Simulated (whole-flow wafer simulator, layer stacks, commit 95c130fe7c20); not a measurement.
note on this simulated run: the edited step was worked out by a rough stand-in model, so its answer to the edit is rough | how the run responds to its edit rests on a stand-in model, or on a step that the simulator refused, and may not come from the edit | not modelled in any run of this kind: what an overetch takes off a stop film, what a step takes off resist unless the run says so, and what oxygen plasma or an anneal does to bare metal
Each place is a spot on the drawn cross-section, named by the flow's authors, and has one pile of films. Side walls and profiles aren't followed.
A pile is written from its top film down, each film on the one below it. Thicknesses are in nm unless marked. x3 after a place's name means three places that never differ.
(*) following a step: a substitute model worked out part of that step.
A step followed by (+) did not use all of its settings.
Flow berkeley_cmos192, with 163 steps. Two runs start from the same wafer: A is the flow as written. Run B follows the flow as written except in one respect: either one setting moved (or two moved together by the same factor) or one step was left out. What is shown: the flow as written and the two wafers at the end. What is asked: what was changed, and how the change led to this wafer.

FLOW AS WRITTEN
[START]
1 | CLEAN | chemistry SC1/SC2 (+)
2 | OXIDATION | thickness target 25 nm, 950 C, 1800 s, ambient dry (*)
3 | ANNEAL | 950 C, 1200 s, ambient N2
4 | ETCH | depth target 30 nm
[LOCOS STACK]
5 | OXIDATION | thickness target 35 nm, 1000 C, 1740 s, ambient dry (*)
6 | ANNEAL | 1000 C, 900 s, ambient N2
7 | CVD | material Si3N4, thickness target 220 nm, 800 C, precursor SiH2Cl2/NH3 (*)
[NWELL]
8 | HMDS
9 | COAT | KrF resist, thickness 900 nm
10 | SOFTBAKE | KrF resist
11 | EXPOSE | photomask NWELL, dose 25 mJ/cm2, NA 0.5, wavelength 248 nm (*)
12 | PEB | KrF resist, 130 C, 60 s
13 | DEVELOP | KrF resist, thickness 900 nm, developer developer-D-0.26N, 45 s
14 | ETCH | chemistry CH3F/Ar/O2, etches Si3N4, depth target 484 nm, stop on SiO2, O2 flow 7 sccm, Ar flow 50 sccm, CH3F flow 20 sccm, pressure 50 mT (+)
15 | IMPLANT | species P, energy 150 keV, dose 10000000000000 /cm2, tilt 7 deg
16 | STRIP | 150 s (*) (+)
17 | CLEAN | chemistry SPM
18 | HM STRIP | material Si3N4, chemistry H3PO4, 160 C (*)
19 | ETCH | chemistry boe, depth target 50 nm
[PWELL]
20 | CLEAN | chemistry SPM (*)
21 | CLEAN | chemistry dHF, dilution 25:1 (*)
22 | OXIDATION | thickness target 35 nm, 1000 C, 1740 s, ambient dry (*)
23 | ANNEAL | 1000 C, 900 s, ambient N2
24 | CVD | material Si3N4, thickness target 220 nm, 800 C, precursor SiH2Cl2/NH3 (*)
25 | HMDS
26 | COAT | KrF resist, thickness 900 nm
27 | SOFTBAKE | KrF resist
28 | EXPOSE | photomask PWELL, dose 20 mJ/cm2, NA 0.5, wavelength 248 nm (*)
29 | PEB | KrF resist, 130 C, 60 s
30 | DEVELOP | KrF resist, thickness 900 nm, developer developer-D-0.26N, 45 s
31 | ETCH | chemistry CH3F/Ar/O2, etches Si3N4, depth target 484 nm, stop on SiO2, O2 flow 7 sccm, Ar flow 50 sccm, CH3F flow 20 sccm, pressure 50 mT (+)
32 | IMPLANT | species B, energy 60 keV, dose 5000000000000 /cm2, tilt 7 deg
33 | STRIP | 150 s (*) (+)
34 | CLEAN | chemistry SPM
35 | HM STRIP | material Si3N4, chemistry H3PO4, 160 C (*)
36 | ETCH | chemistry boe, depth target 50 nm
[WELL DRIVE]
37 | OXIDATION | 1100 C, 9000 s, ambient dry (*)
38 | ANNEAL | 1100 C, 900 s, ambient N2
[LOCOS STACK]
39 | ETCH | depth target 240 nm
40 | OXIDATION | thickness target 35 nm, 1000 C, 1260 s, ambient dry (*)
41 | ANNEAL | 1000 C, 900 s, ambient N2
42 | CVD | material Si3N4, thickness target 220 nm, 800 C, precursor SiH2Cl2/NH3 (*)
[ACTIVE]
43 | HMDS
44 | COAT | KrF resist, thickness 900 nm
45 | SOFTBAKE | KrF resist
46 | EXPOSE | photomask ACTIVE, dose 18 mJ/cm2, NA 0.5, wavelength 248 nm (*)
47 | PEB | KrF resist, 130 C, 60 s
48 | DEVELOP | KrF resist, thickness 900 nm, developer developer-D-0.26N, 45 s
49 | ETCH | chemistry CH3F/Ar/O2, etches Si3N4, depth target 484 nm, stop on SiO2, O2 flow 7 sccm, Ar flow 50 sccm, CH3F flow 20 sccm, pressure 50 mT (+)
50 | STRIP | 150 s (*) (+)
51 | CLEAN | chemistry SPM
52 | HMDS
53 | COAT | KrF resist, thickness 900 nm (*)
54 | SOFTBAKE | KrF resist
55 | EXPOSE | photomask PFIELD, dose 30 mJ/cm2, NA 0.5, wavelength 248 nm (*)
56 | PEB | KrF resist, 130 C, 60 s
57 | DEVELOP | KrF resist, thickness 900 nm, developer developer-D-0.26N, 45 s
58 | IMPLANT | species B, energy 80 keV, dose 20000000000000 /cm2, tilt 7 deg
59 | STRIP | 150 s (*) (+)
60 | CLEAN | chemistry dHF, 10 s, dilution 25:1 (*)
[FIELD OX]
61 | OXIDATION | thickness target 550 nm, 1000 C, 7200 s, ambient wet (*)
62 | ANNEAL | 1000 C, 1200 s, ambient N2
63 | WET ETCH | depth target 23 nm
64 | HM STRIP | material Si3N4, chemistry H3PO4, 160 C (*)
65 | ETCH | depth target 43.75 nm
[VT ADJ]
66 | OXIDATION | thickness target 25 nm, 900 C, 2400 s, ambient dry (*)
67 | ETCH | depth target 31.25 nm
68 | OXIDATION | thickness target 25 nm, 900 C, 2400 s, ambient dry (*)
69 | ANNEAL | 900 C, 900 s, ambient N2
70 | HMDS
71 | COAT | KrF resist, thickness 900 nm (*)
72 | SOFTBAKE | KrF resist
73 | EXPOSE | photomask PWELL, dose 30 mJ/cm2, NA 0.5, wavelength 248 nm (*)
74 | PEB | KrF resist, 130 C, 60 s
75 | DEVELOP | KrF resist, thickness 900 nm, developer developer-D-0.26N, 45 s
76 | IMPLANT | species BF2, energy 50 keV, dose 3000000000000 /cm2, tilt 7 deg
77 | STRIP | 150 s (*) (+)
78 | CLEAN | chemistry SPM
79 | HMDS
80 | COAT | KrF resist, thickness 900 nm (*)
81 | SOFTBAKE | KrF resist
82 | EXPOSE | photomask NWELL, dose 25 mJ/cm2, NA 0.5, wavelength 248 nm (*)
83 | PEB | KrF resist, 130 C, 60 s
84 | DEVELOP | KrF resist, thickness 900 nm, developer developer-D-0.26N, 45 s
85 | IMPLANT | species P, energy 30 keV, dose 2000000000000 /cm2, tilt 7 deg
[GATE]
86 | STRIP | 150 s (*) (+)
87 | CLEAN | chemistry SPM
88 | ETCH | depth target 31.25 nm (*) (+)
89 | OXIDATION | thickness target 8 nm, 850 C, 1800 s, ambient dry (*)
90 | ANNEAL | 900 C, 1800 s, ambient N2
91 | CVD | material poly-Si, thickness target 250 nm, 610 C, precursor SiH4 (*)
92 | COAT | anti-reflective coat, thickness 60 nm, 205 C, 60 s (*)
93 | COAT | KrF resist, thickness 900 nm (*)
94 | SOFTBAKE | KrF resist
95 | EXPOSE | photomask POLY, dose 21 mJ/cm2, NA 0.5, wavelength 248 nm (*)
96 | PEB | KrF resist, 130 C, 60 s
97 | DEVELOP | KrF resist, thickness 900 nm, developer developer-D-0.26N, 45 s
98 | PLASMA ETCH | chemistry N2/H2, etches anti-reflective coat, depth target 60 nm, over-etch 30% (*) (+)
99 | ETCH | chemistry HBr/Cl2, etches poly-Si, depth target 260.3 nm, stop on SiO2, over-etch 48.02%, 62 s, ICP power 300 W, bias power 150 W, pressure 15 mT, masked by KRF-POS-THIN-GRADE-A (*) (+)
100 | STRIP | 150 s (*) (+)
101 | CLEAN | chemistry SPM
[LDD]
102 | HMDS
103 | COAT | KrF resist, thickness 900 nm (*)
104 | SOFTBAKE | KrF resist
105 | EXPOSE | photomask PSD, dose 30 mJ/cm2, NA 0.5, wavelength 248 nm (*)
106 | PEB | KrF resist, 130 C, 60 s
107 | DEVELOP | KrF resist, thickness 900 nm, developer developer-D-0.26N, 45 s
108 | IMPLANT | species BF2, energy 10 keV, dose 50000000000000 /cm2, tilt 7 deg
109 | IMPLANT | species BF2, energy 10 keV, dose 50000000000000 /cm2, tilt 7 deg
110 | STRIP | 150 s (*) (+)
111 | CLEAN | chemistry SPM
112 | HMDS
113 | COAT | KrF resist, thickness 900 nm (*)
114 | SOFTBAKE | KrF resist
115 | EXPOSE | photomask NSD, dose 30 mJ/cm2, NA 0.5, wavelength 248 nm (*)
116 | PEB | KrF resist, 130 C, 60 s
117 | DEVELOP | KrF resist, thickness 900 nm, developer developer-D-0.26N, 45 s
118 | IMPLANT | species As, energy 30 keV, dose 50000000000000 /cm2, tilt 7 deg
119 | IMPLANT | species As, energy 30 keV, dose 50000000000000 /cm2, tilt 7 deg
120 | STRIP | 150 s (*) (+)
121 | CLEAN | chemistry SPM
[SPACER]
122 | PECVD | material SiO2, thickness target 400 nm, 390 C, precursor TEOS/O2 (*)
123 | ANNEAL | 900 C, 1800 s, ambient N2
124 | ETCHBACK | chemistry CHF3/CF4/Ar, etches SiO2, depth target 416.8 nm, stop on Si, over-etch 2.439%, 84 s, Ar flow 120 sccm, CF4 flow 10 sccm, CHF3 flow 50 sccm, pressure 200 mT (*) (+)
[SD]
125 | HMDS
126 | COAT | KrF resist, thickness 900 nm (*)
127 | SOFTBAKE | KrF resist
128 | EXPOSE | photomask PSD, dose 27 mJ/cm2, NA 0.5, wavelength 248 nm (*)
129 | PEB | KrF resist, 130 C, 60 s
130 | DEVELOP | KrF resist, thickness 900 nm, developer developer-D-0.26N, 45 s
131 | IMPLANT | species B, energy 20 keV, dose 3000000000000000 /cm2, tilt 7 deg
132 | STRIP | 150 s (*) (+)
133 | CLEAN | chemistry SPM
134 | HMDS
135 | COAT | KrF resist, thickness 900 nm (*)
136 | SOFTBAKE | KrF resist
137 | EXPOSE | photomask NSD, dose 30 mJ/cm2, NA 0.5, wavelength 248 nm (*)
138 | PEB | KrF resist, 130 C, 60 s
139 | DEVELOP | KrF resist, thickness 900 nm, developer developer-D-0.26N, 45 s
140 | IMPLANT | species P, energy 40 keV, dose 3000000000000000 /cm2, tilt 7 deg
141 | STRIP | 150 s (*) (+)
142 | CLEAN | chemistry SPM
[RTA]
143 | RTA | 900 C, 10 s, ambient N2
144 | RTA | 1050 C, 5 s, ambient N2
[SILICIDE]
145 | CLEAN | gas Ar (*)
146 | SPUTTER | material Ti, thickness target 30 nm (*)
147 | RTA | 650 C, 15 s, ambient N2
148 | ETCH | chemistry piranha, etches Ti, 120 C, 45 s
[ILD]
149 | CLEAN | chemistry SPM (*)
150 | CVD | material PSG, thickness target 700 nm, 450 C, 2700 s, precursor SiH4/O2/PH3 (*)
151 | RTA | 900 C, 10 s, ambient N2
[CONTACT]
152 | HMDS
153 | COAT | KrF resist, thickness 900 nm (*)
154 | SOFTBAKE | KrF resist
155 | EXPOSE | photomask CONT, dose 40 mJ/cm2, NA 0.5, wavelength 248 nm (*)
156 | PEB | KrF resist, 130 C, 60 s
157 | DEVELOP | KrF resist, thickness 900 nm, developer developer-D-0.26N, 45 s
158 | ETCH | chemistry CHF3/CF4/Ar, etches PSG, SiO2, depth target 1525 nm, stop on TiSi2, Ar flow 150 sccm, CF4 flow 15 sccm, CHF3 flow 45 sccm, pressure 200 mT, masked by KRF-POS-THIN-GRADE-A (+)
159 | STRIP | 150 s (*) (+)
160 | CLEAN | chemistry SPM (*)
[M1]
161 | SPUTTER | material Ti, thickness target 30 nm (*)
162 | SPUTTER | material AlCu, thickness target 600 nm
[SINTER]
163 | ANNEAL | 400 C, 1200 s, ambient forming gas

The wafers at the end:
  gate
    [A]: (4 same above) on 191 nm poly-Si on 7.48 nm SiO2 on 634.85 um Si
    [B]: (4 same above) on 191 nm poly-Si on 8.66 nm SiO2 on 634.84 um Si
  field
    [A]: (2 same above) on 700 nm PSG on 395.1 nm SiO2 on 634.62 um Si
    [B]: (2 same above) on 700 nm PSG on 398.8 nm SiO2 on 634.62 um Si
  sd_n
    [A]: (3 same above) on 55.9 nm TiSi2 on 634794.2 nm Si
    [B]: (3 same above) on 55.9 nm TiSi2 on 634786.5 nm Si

The reason: step 68, OXIDATION: 990 C was run, while the flow as written has 900 C.

The path from the change to this, step by step:
  68 | OXIDATION | thickness target 25 nm, 900 C, 2400 s, ambient dry (*)
      sd_n, spacer_n, gate, sd_p, spacer_p, gate_p, contact, m1: A +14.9 SiO2 (new film), -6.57 Si | B +34.4 SiO2 (new film), -15.1 Si
      field: A +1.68 SiO2, -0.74 Si | B +5.38 SiO2, -2.37 Si
  88 | ETCH | depth target 31.25 nm (*) (+)
      sd_n, spacer_n, gate, sd_p, spacer_p, gate_p, contact, m1: A -14.9 SiO2 (all of it) | B -31.3 SiO2
  89 | OXIDATION | thickness target 8 nm, 850 C, 1800 s, ambient dry (*)
      sd_n, spacer_n, gate, sd_p, spacer_p, gate_p, contact, m1: A +7.48 SiO2 (new film), -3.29 Si | B +5.48 SiO2, -2.41 Si
  92 | COAT | anti-reflective coat, thickness 60 nm, 205 C, 60 s (*)
      sd_n: A +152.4 anti-reflective coat (new film) | B +158.5 anti-reflective coat (new film)
      spacer_n: A +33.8 anti-reflective coat (new film) | B +31.7 anti-reflective coat (new film)
      (and at 4 other places as well)
  98 | PLASMA ETCH | chemistry N2/H2, etches anti-reflective coat, depth target 60 nm, over-etch 30% (*) (+)
      sd_n: A -152.4 anti-reflective coat (all of it), -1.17 poly-Si | B -158.5 anti-reflective coat (all of it), -1.22 poly-Si
      spacer_n: A -33.8 anti-reflective coat (all of it), -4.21 poly-Si | B -31.7 anti-reflective coat (all of it), -4.47 poly-Si
      (and at 2 other places as well)
  100 | STRIP | 150 s (*) (+)
      gate: A +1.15 chemical SiO2 (new film), -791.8 KrF resist (all of it), -30 anti-reflective coat (all of it), -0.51 poly-Si | B +1.15 chemical SiO2 (new film), -799.1 KrF resist (all of it), -27.8 anti-reflective coat (all of it), -0.51 poly-Si
      gate_p: A +1.15 chemical SiO2 (new film), -765.1 KrF resist (all of it), -31 anti-reflective coat (all of it), -0.51 poly-Si | B +1.15 chemical SiO2 (new film), -769.9 KrF resist (all of it), -29.4 anti-reflective coat (all of it), -0.51 poly-Si
